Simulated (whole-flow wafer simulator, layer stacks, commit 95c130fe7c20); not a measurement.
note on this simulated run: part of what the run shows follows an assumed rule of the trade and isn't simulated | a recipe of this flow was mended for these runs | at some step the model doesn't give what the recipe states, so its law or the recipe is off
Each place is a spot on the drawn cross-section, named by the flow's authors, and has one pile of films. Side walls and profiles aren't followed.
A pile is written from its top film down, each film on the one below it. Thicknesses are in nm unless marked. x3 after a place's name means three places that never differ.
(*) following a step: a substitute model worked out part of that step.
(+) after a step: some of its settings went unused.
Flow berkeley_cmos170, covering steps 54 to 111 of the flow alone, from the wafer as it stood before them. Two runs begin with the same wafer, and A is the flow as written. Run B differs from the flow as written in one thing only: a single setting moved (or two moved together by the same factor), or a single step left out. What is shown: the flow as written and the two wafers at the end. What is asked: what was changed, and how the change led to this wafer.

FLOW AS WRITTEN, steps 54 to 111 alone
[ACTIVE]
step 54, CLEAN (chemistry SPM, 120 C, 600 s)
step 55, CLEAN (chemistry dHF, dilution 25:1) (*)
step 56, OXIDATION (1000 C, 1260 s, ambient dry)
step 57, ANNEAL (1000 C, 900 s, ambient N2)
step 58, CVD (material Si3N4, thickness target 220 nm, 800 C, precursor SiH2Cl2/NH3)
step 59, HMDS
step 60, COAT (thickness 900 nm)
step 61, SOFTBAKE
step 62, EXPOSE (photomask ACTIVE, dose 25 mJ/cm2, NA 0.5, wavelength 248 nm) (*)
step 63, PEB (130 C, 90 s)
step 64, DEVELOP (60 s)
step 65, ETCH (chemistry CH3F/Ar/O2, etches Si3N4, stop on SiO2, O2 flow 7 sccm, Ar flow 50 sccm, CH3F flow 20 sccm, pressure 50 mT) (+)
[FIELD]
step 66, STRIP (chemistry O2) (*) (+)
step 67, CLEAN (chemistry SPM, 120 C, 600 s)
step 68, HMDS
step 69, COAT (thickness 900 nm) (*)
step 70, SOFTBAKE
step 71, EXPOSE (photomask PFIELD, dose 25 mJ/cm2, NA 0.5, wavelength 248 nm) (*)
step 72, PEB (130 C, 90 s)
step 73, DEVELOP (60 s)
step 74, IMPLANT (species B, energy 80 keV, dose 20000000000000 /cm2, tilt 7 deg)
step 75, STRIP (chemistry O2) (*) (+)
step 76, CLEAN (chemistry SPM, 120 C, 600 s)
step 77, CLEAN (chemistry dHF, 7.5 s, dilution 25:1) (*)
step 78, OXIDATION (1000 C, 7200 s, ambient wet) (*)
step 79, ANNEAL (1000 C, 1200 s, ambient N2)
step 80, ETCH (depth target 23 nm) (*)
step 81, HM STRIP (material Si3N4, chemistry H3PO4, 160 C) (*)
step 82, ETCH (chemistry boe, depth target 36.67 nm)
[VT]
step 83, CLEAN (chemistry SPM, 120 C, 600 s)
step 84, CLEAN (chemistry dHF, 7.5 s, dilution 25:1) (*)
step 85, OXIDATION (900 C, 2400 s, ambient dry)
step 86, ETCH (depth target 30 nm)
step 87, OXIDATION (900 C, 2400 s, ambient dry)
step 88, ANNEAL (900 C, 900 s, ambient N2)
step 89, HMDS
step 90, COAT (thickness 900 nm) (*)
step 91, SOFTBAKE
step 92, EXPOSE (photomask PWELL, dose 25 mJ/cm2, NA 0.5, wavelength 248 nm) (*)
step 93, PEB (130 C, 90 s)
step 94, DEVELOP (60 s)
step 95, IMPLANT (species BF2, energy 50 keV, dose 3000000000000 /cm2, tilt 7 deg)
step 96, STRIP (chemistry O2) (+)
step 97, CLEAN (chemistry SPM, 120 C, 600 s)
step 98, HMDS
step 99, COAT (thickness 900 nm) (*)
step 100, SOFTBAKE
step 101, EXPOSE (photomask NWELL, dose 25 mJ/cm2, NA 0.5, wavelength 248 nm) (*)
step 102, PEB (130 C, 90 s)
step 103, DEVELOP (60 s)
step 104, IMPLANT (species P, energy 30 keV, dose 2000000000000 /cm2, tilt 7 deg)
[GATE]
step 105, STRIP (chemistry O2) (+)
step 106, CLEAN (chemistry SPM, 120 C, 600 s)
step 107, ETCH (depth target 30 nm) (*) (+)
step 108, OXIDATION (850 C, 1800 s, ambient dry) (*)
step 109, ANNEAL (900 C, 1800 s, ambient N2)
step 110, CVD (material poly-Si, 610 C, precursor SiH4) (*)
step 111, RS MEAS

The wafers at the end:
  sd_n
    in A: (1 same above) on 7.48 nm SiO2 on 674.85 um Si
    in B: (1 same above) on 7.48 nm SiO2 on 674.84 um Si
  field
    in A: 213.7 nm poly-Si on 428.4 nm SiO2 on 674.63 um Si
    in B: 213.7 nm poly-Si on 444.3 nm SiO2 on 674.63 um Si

What caused this: step 58, CVD: 680 C was run, whereas the flow has 800 C.

The path from the change to this, step by step:
  step 58, CVD (material Si3N4, thickness target 220 nm, 800 C, precursor SiH2Cl2/NH3)
      field, mark, sd_n and 10 more: A Si3N4 gains 220 (new film) | B Si3N4 gains 28.6 (new film)
  step 65, ETCH (chemistry CH3F/Ar/O2, etches Si3N4, stop on SiO2, O2 flow 7 sccm, Ar flow 50 sccm, CH3F flow 20 sccm, pressure 50 mT) (+)
      mark, sd_n, spacer_n and 9 more: A KrF-resist loses 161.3 | B KrF-resist loses 33.7
      field: A Si3N4 loses 220 (all of it), SiO2 loses 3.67 | B Si3N4 loses 28.6 (all of it), SiO2 loses 3.67
  step 66, STRIP (chemistry O2) (*) (+)
      mark, sd_n, spacer_n and 9 more: A KrF-resist loses 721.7 (all of it) | B KrF-resist loses 849.3 (all of it)
  step 69, COAT (thickness 900 nm) (*)
      field: A KrF-resist gains 957.2 (new film) | B KrF-resist gains 908 (new film)
      sd_n: A KrF-resist gains 784.1 (new film) | B KrF-resist gains 882.4 (new film)
      (also at 10 further places)
  step 73, DEVELOP (60 s)
      field: A KrF-resist loses 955 (all of it) | B KrF-resist loses 906 (all of it)
  step 75, STRIP (chemistry O2) (*) (+)
      sd_n: A KrF-resist loses 767.4 (all of it) | B KrF-resist loses 865.5 (all of it)
      spacer_n: A KrF-resist loses 803.4 (all of it) | B KrF-resist loses 871 (all of it)
      (also at 9 further places)
  step 78, OXIDATION (1000 C, 7200 s, ambient wet) (*)
      sd_n: A SiO2 gains 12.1 (new film), Si3N4 loses 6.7, SiO2 gains 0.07, Si loses 0.07 | B SiO2 gains 12.1 (new film), Si3N4 loses 6.7, SiO2 gains 30, Si loses 13.3
      sd_p: A SiO2 gains 12.1 (new film), Si3N4 loses 6.7, SiO2 gains 0.07, Si loses 0.07 | B SiO2 gains 12.1 (new film), Si3N4 loses 6.7, SiO2 gains 29.7, Si loses 13.2
  step 81, HM STRIP (material Si3N4, chemistry H3PO4, 160 C) (*)
      mark, sd_n, spacer_n and 9 more: A Si3N4 loses 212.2 (all of it), SiO2 loses 11.1 | B Si3N4 loses 20.8 (all of it), SiO2 loses 1.09
      field: A SiO2 loses 17.7 | B SiO2 loses 1.74
  step 82, ETCH (chemistry boe, depth target 36.67 nm)
      sd_n, sd_p: A SiO2 loses 15.5 (all of it) | B SiO2 loses 36.7
      mark, spacer_n, gate_n and 7 more: A SiO2 loses 15.5 (all of it) | B SiO2 loses 25.5 (all of it)
  step 83, CLEAN (chemistry SPM, 120 C, 600 s)
      sd_n, sd_p: A chemical SiO2 gains 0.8 (new film), Si loses 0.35 | B nothing
  step 84, CLEAN (chemistry dHF, 7.5 s, dilution 25:1) (*)
      sd_n, sd_p: A chemical SiO2 loses 0.8 (all of it) | B SiO2 loses 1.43
  step 85, OXIDATION (900 C, 2400 s, ambient dry)
      sd_n: A SiO2 gains 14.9 (new film), Si loses 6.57 | B SiO2 gains 10.6, Si loses 4.66
      sd_p: A SiO2 gains 14.9 (new film), Si loses 6.57 | B SiO2 gains 10.6, Si loses 4.69
  step 86, ETCH (depth target 30 nm)
      sd_n: A SiO2 loses 14.9 (all of it) | B SiO2 loses 27.9 (all of it)
      sd_p: A SiO2 loses 14.9 (all of it) | B SiO2 loses 27.7 (all of it)
